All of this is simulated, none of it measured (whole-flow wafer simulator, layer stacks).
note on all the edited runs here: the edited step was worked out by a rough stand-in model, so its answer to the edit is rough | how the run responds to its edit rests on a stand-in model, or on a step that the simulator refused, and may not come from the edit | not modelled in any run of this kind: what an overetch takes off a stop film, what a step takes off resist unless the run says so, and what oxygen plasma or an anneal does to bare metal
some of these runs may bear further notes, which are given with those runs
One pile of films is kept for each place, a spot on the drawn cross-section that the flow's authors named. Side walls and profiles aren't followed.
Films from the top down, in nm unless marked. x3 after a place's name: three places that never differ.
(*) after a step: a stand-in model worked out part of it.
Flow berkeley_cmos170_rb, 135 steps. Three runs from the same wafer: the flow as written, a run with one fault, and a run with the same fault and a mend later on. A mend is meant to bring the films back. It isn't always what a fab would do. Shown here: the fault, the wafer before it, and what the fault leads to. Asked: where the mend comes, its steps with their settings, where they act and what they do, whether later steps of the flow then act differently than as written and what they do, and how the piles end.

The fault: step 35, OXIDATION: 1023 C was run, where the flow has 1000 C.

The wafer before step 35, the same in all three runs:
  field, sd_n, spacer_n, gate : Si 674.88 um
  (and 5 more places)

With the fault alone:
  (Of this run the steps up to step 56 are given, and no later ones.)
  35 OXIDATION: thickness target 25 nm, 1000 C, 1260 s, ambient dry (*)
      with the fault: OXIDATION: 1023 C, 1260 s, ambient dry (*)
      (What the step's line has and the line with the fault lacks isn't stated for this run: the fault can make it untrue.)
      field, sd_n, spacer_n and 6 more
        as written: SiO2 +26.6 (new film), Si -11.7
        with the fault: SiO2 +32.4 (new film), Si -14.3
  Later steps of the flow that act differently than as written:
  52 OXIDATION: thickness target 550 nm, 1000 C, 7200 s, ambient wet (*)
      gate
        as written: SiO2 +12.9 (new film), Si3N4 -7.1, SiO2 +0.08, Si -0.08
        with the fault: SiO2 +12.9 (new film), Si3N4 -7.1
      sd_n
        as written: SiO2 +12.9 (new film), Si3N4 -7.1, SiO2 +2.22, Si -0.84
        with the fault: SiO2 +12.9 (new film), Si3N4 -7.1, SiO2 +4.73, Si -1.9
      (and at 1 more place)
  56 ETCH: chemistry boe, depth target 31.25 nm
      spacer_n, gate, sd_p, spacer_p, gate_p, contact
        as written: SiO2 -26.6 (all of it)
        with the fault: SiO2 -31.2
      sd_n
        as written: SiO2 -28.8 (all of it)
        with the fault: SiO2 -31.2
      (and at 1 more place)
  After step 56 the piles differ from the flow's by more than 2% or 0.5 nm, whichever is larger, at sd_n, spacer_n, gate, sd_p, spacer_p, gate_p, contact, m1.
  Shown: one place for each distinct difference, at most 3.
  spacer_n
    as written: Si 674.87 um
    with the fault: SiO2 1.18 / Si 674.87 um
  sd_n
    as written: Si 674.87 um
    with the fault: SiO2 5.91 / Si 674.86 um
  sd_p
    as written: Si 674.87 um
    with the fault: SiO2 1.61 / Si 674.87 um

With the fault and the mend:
  The mend comes after step 36.
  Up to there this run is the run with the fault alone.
  36a WET ETCH: chemistry hf, depth target 5.875 nm
      field, sd_n, spacer_n and 6 more
        SiO2 -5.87
  No later step of the flow acts differently than as written, at any place that is followed, by more than 2% or 0.5 nm, whichever is larger.
  At the end the piles differ from the flow's only slightly at the places that both follow, by at most 2% or 0.5 nm, whichever is larger.
